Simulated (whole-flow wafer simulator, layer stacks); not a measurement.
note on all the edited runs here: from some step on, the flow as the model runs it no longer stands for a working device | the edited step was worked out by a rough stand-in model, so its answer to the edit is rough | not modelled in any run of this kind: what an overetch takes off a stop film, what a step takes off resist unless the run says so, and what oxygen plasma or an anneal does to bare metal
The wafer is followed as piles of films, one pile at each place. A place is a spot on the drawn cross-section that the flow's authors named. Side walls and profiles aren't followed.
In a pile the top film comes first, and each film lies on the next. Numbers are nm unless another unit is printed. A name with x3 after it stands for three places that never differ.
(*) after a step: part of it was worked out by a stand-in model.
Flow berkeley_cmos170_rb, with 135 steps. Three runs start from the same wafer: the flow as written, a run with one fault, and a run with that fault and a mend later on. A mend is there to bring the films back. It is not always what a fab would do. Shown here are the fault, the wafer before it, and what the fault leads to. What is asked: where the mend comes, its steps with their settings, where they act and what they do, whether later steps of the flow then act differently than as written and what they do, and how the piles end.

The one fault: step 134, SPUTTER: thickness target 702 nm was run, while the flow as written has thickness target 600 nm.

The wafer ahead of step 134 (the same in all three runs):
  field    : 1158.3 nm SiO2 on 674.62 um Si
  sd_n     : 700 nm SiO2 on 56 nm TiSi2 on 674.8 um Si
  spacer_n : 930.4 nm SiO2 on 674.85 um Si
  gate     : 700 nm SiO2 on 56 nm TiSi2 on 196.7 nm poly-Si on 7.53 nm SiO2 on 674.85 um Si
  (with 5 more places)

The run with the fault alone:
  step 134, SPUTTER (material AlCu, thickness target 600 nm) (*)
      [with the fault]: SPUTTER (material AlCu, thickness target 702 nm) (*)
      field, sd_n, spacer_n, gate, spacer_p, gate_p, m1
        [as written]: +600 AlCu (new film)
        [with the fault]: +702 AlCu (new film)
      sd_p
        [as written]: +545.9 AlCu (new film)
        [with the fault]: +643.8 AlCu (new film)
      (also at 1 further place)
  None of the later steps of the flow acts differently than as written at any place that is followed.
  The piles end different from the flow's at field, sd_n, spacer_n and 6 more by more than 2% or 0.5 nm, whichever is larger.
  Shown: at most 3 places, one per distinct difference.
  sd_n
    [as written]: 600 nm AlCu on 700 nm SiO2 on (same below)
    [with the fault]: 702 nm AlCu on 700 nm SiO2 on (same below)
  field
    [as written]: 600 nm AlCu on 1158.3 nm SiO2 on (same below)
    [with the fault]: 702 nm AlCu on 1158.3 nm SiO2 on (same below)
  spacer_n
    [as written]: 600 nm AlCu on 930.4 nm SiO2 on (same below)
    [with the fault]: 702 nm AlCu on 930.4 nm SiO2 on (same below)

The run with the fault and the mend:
  The mend follows step 134.
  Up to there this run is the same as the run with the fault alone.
  step 134a, ETCH (chemistry al pan, depth target 807.6 nm)
      field, sd_n, spacer_n, gate, spacer_p, gate_p, m1
        -702 AlCu (all of it)
      sd_p
        -643.8 AlCu (all of it)
      contact
        -481.8 AlCu (all of it)
  step 134b, SPUTTER (material AlCu, thickness target 600 nm) (*) (a further turn of the flow's step 134)
      field, sd_n, spacer_n, gate, spacer_p, gate_p, m1
        +600 AlCu (new film)
      sd_p
        +545.9 AlCu (new film)
      contact
        +415.1 AlCu (new film)
  None of the later steps of the flow acts differently than as written at any place that is followed.
  The piles end the same as the flow's at every place that both follow.
